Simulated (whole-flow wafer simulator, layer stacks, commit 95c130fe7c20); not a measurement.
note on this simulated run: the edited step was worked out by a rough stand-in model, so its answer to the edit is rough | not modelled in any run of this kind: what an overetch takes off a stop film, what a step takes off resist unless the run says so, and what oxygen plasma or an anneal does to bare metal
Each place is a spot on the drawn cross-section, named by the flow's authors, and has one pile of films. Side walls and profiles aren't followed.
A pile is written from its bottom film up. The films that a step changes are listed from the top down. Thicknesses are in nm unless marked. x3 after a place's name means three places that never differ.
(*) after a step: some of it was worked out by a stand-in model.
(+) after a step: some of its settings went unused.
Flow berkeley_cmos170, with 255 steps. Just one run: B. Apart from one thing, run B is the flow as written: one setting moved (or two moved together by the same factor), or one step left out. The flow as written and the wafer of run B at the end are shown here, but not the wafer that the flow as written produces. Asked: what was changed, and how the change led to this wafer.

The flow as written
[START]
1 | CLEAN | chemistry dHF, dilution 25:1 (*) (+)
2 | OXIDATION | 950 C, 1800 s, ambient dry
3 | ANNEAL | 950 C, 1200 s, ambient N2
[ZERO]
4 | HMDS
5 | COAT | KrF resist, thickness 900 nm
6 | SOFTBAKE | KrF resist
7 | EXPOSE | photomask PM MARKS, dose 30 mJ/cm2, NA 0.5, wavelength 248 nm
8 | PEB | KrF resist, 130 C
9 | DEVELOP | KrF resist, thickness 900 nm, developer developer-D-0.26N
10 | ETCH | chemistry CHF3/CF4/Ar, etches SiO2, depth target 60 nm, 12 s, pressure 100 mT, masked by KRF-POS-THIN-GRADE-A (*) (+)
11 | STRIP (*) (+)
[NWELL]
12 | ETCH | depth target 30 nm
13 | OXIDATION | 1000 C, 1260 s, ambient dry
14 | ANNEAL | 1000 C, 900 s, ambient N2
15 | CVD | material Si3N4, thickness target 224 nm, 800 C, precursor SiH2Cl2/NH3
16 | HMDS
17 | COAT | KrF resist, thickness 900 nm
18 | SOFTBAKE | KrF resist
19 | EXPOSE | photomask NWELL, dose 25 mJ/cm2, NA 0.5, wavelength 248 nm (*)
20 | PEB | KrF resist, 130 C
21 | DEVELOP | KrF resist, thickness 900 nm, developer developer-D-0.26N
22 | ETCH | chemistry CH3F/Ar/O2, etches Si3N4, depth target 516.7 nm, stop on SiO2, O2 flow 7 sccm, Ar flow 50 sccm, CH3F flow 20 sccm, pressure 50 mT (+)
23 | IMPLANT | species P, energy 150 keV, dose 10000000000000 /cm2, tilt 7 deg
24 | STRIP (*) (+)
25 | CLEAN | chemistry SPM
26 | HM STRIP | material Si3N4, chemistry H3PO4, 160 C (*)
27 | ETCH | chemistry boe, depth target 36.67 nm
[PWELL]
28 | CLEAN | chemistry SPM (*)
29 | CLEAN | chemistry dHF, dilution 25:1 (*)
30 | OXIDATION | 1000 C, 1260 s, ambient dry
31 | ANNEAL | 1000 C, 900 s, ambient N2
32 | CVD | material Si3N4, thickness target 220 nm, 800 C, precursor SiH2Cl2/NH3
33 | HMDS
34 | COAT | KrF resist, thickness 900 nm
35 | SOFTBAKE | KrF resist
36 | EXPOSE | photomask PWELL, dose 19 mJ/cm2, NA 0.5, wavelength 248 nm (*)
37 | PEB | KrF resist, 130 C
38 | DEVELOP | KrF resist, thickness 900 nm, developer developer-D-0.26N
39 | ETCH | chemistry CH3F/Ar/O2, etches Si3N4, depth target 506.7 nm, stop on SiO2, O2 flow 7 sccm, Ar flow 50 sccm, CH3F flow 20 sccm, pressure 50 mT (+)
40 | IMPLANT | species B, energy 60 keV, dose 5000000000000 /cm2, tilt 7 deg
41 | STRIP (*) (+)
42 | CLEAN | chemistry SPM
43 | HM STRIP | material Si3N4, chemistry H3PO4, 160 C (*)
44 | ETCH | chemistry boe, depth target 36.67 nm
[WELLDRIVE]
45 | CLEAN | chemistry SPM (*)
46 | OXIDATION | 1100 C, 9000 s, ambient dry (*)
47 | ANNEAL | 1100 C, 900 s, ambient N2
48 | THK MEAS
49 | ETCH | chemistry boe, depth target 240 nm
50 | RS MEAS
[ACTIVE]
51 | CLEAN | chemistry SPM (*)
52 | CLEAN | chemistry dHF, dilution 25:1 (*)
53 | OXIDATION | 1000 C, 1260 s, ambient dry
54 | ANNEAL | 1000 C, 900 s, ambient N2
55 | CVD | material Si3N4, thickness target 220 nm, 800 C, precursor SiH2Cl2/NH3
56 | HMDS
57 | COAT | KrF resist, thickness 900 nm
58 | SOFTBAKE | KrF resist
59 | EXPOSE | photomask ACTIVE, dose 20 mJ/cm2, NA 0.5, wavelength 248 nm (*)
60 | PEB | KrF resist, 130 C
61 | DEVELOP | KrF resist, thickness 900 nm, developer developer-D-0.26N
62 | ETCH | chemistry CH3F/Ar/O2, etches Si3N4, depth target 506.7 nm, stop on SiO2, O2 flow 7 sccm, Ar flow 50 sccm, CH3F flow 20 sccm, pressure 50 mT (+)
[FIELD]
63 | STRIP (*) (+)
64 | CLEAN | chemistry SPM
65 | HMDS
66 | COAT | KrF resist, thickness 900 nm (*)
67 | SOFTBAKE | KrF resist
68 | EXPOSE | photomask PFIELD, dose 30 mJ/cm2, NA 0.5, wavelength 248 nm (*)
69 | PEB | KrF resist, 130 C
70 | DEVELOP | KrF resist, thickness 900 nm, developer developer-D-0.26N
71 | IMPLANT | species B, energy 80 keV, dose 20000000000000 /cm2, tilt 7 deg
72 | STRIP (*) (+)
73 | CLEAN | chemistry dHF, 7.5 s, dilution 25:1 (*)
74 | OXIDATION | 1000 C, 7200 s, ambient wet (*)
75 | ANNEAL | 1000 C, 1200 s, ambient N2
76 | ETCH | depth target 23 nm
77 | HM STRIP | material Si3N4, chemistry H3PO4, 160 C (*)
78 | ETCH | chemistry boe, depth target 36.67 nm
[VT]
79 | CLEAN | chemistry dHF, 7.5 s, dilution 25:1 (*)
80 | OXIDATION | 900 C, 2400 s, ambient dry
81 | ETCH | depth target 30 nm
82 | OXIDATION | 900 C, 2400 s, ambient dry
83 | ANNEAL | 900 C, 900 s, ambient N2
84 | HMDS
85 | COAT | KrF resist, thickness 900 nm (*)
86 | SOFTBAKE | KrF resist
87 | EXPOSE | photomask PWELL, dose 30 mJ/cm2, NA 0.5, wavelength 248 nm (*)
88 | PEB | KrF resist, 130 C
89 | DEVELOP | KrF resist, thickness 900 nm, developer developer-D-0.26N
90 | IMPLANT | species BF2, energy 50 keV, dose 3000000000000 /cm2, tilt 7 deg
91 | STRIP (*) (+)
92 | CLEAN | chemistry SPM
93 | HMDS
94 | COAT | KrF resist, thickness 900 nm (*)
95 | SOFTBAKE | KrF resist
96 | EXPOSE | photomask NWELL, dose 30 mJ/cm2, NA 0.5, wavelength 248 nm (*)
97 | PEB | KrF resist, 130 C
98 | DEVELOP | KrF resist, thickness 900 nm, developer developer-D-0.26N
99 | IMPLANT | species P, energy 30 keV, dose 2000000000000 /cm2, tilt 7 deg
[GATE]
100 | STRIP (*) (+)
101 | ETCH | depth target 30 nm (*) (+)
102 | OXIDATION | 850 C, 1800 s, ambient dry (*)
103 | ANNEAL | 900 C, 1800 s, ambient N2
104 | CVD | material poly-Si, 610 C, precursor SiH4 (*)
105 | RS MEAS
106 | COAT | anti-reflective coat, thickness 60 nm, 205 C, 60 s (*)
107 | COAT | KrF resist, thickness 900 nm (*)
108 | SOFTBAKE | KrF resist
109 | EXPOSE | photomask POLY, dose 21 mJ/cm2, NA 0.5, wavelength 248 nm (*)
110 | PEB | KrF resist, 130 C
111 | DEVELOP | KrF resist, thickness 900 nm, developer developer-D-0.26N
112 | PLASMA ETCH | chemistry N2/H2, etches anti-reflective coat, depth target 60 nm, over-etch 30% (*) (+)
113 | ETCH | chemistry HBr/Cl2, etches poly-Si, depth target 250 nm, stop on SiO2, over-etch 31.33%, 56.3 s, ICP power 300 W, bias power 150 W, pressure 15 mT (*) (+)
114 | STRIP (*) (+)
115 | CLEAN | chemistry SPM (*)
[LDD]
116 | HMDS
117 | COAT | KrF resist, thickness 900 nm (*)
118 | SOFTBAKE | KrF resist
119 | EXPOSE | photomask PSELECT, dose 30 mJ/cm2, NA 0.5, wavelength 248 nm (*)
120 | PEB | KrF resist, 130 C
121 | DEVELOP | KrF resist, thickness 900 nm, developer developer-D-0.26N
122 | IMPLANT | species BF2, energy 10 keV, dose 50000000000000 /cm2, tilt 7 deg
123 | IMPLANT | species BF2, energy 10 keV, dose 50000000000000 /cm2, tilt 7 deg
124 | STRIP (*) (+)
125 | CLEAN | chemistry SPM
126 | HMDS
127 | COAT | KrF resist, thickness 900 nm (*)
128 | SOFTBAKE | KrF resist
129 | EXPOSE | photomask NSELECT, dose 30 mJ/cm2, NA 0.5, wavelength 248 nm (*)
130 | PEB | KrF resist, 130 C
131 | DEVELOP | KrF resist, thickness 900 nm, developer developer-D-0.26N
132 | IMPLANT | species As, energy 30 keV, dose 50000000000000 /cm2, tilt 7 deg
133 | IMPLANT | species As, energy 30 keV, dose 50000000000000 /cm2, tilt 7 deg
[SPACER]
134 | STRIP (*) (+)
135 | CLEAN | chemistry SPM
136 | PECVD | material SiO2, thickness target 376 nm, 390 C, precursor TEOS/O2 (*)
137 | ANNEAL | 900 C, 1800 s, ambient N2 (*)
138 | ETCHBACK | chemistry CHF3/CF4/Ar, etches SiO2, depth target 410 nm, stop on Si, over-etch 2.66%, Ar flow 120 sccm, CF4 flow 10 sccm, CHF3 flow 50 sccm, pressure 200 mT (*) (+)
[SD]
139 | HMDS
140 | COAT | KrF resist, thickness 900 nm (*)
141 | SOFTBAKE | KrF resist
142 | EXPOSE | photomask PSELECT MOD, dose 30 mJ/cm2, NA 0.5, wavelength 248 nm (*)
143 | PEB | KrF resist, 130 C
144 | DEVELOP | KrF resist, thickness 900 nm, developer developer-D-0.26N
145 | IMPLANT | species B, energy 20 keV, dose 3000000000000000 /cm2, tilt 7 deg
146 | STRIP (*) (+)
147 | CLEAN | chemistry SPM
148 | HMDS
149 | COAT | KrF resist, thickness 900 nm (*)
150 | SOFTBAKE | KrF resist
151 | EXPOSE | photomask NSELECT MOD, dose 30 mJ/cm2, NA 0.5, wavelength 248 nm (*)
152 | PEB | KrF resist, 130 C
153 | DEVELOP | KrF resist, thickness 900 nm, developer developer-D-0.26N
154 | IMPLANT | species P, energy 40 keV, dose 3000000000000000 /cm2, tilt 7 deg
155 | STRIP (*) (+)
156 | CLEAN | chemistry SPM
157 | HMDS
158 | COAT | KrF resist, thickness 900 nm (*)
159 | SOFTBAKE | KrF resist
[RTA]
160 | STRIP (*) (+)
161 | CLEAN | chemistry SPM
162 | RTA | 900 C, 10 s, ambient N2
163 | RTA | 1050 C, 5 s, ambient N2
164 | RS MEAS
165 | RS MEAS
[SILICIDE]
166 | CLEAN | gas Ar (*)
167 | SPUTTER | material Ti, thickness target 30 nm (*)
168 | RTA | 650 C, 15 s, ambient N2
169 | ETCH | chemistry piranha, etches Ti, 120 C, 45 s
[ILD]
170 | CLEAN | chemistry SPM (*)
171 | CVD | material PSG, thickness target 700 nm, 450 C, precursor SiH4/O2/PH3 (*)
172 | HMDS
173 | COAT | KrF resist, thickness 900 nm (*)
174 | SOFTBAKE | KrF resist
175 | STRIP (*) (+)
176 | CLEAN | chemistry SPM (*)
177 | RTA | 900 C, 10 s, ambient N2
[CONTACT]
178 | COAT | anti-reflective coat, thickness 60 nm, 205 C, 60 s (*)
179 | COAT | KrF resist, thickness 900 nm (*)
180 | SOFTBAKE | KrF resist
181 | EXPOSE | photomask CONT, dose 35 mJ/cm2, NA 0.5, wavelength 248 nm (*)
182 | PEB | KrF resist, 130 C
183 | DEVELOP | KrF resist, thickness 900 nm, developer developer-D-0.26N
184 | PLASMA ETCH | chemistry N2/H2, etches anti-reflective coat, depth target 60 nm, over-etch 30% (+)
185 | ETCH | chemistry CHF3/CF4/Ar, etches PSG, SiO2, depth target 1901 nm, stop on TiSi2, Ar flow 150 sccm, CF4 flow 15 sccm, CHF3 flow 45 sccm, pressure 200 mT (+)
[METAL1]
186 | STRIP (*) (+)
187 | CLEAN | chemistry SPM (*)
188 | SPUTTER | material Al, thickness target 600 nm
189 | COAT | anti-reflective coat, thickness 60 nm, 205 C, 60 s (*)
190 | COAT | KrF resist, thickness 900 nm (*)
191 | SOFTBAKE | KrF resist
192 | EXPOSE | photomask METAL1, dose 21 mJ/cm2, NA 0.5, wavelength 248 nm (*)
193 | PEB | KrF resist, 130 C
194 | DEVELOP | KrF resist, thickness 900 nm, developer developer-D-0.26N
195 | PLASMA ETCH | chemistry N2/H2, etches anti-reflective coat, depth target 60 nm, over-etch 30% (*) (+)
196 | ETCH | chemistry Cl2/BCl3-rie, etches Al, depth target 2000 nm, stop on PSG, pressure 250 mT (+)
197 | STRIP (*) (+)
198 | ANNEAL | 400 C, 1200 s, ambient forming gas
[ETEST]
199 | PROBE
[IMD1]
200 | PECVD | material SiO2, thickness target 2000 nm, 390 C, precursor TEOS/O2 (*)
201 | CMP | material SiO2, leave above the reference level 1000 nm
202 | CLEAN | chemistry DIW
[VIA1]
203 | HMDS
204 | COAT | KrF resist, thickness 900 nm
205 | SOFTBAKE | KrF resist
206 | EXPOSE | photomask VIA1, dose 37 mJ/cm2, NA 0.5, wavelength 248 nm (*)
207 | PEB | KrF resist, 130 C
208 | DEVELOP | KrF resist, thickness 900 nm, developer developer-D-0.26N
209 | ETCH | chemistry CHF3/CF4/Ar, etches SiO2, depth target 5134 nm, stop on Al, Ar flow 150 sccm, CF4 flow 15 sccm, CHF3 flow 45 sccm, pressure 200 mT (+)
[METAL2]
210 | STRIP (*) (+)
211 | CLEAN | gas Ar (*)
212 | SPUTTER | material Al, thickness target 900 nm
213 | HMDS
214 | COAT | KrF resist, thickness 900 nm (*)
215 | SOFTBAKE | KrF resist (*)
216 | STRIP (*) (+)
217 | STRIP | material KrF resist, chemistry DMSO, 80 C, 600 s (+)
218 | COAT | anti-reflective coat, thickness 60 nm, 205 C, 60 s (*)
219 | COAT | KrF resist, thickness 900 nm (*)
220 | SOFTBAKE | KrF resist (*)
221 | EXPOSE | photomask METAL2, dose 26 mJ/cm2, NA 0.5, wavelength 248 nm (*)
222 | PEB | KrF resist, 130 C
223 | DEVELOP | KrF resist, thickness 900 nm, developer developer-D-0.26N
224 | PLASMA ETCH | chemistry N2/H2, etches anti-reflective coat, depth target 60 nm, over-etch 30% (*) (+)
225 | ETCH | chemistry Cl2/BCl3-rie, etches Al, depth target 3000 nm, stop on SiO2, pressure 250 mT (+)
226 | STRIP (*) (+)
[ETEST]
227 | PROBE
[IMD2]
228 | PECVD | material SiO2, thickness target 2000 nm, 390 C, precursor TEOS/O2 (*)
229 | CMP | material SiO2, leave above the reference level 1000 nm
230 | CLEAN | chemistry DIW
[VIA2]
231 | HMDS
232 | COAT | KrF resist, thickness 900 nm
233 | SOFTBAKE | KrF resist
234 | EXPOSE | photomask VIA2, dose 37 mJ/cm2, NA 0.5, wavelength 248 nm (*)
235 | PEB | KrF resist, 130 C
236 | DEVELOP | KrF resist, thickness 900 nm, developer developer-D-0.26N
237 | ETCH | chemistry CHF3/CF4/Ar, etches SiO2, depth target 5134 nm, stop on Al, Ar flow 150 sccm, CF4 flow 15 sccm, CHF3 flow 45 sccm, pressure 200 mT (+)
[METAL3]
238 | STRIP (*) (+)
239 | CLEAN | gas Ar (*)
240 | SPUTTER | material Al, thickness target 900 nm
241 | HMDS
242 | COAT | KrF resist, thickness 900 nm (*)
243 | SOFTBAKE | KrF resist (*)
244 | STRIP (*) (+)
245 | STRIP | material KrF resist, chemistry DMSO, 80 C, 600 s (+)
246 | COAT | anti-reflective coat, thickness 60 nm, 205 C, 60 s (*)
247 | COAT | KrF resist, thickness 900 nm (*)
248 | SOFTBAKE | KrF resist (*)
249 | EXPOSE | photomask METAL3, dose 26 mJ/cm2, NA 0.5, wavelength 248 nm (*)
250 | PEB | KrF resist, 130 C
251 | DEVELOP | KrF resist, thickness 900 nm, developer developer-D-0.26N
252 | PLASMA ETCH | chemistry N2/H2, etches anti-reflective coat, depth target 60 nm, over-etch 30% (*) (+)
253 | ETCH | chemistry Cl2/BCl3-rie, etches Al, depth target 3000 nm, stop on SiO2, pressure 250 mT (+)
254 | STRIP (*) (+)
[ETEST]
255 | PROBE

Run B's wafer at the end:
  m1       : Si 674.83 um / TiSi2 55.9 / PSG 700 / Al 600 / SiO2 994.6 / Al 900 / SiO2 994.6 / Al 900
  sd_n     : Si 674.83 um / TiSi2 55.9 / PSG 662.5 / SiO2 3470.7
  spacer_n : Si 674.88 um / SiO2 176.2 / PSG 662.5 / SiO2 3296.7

Cause: step 46, OXIDATION: 1045 C was run, while the flow as written has 1100 C.

How this came from the change, step by step:
  46 | OXIDATION | 1100 C, 9000 s, ambient dry (*)
      field, sd_n, spacer_n and 9 more: +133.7 SiO2 (new film), -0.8 chemical SiO2 (all of it), -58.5 Si (as written it would have been: +197.7 SiO2 (new film), -0.8 chemical SiO2 (all of it), -86.6 Si)
  49 | ETCH | chemistry boe, depth target 240 nm
      field, sd_n, spacer_n and 9 more: -133.7 SiO2 (all of it) (as written it would have been: -197.7 SiO2 (all of it))
